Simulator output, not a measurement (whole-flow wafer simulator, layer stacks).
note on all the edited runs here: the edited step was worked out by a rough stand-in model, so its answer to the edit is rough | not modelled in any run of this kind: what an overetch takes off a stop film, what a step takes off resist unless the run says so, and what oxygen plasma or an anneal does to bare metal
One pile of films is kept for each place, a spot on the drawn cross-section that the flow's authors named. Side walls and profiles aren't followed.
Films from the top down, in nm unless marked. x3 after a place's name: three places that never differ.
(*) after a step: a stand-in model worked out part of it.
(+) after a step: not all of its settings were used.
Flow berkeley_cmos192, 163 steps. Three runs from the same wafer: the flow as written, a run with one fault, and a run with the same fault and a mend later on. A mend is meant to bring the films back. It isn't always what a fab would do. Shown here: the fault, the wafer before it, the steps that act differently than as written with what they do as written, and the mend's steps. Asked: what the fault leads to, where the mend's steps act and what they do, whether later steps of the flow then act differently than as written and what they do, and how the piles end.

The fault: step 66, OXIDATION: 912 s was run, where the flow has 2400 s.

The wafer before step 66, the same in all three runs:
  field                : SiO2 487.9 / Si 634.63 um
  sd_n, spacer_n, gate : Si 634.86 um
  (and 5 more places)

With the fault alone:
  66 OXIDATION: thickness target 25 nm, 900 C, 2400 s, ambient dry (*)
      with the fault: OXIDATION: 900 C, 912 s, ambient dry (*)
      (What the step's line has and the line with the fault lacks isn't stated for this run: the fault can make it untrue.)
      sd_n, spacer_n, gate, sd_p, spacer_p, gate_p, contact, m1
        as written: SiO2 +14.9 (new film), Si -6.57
        with the fault: SiO2 +8.19 (new film), Si -3.6
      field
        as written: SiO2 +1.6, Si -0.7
        with the fault: SiO2 +0.61, Si -0.27
  Later steps of the flow that act differently than as written (37 more steps differ only slightly, by at most 2% or 0.5 nm, whichever is larger, and aren't shown):
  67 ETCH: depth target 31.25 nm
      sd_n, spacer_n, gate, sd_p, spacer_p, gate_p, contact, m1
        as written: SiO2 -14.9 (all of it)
        with the fault: SiO2 -8.19 (all of it)
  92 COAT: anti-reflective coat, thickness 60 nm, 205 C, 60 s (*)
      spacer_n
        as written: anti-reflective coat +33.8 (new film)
        with the fault: anti-reflective coat +34.8 (new film)
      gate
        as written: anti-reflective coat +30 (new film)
        with the fault: anti-reflective coat +31 (new film)
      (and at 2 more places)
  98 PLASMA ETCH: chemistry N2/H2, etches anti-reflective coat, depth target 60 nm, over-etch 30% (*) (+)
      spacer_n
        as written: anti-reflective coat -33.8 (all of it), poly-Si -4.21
        with the fault: anti-reflective coat -34.8 (all of it), poly-Si -4.12
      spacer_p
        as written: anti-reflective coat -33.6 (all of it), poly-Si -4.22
        with the fault: anti-reflective coat -34.4 (all of it), poly-Si -4.13
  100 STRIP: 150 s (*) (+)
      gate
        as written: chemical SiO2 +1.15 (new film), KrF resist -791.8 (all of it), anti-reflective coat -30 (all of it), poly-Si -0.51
        with the fault: chemical SiO2 +1.15 (new film), KrF resist -789.2 (all of it), anti-reflective coat -31 (all of it), poly-Si -0.51
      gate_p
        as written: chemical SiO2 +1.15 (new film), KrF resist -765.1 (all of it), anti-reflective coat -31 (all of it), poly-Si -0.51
        with the fault: chemical SiO2 +1.15 (new film), KrF resist -763.2 (all of it), anti-reflective coat -31.8 (all of it), poly-Si -0.51
  At the end the piles differ from the flow's only slightly at the places that both follow, by at most 2% or 0.5 nm, whichever is larger.

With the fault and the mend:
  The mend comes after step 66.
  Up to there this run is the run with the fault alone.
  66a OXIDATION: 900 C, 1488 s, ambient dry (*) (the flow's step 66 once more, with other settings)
      sd_n, spacer_n, gate, sd_p, spacer_p, gate_p, contact, m1
        SiO2 +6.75, Si -2.97
      field
        SiO2 +0.99, Si -0.44
  No later step of the flow acts differently than as written at any place that is followed.
  At the end the piles are the same as the flow's at every place that both follow.
